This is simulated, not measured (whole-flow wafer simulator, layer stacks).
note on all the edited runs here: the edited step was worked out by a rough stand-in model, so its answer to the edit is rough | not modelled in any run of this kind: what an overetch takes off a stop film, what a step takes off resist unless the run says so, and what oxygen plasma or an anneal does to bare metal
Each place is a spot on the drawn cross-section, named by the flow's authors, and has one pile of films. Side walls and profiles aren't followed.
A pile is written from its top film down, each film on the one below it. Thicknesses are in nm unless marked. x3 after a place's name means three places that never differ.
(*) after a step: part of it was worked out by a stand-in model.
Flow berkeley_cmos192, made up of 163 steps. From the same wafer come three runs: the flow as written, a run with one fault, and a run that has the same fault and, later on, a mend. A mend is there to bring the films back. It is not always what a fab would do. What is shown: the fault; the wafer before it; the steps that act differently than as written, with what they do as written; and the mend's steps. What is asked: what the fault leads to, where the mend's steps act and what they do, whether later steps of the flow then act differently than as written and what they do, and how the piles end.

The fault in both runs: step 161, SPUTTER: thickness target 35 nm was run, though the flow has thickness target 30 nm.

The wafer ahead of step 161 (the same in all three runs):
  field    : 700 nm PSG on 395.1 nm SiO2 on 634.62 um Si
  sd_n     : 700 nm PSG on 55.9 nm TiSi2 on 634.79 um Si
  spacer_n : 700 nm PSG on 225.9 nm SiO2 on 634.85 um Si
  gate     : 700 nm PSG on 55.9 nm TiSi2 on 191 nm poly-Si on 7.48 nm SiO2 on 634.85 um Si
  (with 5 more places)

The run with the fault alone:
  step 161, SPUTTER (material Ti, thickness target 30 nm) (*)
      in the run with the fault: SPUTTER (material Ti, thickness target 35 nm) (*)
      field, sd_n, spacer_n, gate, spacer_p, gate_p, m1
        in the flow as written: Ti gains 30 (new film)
        in the run with the fault: Ti gains 35 (new film)
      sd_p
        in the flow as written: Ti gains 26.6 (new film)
        in the run with the fault: Ti gains 31.1 (new film)
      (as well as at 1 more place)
  Every later step of the flow that is run acts as written, at every place that is followed, to within 2% or 0.5 nm, whichever is larger.
  At field, sd_n, spacer_n and 6 more, the piles at the end differ from the flow's by more than 2% or 0.5 nm, whichever is larger.
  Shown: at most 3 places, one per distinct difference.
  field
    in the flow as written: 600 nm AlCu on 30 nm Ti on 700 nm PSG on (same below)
    in the run with the fault: 600 nm AlCu on 35 nm Ti on 700 nm PSG on (same below)
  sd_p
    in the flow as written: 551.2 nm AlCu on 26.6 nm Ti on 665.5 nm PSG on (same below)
    in the run with the fault: 550.9 nm AlCu on 31.1 nm Ti on 665.5 nm PSG on (same below)
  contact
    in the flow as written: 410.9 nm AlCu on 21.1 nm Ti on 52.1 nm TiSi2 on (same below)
    in the run with the fault: 410.1 nm AlCu on 24.6 nm Ti on 52.1 nm TiSi2 on (same below)

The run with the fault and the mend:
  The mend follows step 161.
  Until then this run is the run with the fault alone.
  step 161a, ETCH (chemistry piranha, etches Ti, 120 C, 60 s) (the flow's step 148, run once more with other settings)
      field, sd_n, spacer_n, gate, spacer_p, gate_p, m1
        Ti loses 35 (all of it)
      sd_p
        Ti loses 31.1 (all of it)
      contact
        Ti loses 24.6 (all of it), TiSi2 loses 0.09
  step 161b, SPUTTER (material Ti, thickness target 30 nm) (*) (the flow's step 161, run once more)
      field, sd_n, spacer_n, gate, spacer_p, gate_p, m1
        Ti gains 30 (new film)
      sd_p
        Ti gains 26.6 (new film)
      contact
        Ti gains 21.1 (new film)
  Every later step of the flow that is run acts as written at every place that is followed.
  The piles end only slightly different from the flow's at the places that both follow, by no more than 2% or 0.5 nm, whichever is larger.
